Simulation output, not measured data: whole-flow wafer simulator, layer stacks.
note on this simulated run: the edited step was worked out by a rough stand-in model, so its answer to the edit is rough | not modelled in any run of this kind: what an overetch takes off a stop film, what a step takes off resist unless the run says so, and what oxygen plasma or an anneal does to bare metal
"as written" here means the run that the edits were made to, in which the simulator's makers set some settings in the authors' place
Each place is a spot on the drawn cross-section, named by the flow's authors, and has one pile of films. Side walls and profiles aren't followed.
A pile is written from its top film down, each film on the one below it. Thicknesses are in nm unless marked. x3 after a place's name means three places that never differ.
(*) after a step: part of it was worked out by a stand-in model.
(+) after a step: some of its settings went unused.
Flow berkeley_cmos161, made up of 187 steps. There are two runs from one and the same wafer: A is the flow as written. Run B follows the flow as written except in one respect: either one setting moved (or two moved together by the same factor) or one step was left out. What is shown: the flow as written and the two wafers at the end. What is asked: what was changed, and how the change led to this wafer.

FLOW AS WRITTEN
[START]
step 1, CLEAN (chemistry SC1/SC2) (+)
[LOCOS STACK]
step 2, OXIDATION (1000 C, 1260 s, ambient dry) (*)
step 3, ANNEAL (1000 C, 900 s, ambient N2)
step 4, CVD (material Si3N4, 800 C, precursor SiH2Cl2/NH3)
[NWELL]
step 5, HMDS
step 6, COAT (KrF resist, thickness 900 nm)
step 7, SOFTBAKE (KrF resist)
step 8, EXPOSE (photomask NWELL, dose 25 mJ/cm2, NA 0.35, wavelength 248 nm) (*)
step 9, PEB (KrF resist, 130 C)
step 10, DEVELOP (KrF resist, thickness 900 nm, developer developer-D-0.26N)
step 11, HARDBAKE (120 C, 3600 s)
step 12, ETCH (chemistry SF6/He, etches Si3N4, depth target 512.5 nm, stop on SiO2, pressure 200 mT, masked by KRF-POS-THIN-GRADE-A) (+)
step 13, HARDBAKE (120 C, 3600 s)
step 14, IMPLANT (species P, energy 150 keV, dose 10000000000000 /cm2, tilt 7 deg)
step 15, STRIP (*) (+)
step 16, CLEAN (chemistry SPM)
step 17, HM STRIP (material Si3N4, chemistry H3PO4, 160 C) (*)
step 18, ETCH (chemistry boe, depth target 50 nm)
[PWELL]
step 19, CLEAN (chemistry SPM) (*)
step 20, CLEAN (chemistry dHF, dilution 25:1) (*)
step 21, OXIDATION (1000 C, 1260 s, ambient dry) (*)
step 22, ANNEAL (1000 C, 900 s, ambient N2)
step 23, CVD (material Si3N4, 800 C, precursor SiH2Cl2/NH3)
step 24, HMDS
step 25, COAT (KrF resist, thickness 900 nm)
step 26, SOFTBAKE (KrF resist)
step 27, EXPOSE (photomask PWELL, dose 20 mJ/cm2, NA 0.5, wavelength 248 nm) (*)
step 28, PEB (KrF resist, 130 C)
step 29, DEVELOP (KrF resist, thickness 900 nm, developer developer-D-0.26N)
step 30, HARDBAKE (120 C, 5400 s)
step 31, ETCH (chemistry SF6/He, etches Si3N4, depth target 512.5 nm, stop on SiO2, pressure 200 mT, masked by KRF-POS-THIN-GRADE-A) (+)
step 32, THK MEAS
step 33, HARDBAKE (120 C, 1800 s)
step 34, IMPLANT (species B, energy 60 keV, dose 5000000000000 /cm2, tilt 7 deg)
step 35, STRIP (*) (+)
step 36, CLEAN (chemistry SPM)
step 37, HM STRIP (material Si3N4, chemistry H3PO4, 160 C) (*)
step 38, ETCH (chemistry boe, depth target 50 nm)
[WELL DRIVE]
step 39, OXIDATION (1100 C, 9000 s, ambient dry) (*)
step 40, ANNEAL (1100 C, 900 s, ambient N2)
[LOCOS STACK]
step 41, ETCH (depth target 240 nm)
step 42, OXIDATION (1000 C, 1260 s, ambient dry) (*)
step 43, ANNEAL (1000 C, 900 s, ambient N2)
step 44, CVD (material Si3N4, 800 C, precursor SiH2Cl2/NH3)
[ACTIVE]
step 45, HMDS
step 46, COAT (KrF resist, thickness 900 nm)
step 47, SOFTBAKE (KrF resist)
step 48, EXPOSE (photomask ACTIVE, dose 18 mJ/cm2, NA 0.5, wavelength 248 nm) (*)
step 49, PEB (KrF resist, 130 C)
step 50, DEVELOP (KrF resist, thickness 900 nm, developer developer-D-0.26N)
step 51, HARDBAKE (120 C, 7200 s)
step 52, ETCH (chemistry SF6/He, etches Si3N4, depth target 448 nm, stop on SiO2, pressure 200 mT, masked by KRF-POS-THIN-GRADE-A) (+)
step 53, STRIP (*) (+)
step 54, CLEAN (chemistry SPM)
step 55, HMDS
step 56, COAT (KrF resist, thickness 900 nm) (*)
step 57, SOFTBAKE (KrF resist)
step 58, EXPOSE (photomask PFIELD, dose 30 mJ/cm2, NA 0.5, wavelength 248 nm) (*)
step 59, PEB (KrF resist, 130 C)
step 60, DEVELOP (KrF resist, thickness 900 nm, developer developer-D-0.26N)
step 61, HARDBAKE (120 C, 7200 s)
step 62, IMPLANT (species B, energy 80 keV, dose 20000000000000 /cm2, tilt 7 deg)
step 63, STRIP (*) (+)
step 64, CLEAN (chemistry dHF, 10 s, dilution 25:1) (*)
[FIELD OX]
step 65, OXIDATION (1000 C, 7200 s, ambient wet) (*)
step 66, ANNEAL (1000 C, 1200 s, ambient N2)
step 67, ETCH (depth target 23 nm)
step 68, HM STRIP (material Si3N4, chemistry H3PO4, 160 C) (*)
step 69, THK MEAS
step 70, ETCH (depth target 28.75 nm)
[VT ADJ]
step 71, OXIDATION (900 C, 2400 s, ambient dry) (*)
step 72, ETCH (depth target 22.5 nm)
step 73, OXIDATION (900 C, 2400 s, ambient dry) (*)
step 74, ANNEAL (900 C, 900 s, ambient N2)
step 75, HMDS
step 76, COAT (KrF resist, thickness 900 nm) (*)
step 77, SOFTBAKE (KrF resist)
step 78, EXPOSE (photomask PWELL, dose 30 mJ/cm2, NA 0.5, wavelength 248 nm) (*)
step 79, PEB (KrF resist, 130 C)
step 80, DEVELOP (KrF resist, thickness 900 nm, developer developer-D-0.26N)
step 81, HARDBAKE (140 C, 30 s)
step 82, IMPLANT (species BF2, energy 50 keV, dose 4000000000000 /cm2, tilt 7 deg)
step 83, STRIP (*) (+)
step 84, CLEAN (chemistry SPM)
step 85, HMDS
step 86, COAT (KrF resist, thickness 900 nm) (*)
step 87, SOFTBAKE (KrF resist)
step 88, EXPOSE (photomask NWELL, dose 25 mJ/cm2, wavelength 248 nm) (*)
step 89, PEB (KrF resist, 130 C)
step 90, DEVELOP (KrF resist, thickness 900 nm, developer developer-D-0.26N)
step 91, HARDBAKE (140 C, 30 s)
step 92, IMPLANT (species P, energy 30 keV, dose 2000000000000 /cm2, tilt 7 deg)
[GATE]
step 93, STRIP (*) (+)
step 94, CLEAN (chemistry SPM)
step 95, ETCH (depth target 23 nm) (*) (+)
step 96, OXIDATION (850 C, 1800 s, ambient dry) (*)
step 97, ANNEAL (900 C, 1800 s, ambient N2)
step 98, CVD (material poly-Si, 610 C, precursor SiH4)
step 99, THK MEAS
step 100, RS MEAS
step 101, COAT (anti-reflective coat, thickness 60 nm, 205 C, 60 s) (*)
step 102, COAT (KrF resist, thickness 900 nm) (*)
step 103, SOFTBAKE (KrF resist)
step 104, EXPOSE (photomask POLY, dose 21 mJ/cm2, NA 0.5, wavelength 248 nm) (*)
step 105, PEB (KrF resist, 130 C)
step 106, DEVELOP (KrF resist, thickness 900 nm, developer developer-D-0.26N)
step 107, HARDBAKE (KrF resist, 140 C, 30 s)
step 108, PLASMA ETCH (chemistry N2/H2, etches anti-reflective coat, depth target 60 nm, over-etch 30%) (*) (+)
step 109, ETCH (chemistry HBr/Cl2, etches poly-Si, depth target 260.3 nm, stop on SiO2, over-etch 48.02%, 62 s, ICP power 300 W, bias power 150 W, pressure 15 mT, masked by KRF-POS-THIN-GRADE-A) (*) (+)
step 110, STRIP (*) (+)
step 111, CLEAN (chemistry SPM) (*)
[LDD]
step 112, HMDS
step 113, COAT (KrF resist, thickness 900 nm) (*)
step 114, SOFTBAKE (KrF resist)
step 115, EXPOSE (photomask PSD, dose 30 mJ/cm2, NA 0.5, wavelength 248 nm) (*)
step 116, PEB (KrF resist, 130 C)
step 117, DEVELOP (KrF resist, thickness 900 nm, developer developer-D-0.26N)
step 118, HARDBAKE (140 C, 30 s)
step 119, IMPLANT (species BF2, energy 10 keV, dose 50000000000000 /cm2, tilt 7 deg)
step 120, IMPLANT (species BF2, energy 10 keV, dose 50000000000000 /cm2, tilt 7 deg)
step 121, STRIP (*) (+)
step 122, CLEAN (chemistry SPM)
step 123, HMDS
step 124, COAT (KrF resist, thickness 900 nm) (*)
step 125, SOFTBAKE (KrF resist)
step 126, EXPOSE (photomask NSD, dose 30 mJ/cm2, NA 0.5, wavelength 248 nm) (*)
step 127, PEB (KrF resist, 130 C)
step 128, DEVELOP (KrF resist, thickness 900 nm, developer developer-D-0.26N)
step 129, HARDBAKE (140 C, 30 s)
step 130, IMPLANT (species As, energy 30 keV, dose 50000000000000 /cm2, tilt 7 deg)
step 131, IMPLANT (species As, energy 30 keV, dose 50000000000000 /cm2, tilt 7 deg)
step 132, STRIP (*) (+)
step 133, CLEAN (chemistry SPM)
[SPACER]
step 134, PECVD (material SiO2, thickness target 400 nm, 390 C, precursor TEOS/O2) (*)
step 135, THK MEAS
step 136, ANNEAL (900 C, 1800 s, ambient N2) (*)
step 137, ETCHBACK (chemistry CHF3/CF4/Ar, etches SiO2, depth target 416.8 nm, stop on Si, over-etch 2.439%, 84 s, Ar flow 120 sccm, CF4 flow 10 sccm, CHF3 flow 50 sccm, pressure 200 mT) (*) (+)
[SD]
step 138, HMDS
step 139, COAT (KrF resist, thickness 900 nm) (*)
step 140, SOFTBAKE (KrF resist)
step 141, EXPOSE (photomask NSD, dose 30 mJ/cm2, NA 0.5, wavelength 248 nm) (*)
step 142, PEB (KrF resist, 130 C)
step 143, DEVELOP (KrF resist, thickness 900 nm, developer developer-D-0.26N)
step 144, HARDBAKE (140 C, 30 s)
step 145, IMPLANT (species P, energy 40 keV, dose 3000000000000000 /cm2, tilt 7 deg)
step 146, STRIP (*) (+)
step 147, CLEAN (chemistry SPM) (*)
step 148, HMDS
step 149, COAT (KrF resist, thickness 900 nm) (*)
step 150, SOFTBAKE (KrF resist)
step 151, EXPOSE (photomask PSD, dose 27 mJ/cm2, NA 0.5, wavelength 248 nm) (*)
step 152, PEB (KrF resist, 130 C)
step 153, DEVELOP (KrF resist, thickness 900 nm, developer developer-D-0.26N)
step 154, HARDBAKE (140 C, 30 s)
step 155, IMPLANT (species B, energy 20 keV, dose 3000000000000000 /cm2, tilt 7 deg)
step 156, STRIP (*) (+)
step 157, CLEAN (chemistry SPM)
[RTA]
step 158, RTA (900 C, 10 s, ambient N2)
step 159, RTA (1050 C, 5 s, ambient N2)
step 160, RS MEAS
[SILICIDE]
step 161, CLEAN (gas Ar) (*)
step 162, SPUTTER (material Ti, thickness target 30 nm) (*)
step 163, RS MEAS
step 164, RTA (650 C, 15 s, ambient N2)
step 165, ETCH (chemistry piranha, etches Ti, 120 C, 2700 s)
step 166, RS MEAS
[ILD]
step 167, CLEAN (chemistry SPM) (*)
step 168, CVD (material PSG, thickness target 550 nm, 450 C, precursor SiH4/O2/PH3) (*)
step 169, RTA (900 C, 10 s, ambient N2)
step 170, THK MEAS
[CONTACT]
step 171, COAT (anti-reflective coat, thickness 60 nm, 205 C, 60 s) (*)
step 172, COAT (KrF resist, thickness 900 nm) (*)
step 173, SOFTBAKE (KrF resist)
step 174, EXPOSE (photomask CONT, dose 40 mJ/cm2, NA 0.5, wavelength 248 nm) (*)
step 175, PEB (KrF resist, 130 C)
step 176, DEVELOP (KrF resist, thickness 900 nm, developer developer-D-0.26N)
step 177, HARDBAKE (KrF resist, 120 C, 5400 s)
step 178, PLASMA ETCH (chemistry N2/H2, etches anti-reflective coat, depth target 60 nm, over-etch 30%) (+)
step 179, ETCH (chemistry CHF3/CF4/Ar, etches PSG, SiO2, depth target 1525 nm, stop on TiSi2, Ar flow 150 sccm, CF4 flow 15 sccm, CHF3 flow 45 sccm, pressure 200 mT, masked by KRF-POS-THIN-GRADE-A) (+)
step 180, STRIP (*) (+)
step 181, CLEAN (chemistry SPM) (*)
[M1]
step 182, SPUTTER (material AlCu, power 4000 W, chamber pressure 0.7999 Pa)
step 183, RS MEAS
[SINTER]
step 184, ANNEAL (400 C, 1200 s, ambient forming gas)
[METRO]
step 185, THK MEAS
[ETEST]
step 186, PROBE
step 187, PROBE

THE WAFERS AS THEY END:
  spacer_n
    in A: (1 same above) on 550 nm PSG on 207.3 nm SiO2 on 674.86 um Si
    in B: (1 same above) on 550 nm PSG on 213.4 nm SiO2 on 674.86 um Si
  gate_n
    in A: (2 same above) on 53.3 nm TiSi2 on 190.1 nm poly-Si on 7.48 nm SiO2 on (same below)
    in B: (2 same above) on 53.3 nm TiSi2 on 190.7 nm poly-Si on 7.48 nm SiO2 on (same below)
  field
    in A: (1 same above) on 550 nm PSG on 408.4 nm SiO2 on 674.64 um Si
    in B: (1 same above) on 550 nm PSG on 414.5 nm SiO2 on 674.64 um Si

What caused this: step 137, ETCHBACK: over-etch 0.9756% was run, though the flow has over-etch 2.439%.

Step by step, how the change led to this:
  step 137, ETCHBACK (chemistry CHF3/CF4/Ar, etches SiO2, depth target 416.8 nm, stop on Si, over-etch 2.439%, 84 s, Ar flow 120 sccm, CF4 flow 10 sccm, CHF3 flow 50 sccm, pressure 200 mT) (*) (+)
      spacer_n, spacer_p: A SiO2 loses 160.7 | B SiO2 loses 154.6
      gate_n, gate_p: A SiO2 loses 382 (all of it), chemical SiO2 loses 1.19 (all of it), poly-Si loses 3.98 | B SiO2 loses 382 (all of it), chemical SiO2 loses 1.19 (all of it), poly-Si loses 3.43
  step 171, COAT (anti-reflective coat, thickness 60 nm, 205 C, 60 s) (*)
      sd_n: A anti-reflective coat gains 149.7 (new film) | B anti-reflective coat gains 154.7 (new film)
      spacer_n: A anti-reflective coat gains 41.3 (new film) | B anti-reflective coat gains 40.2 (new film)
      (and at 3 other places as well)
  step 180, STRIP (*) (+)
      sd_n: A KrF resist loses 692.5 (all of it), anti-reflective coat loses 149.7 (all of it) | B KrF resist loses 691.6 (all of it), anti-reflective coat loses 154.7 (all of it)
      spacer_n: A KrF resist loses 635.2 (all of it), anti-reflective coat loses 41.3 (all of it) | B KrF resist loses 635.3 (all of it), anti-reflective coat loses 40.2 (all of it)
      (and at 3 other places as well)
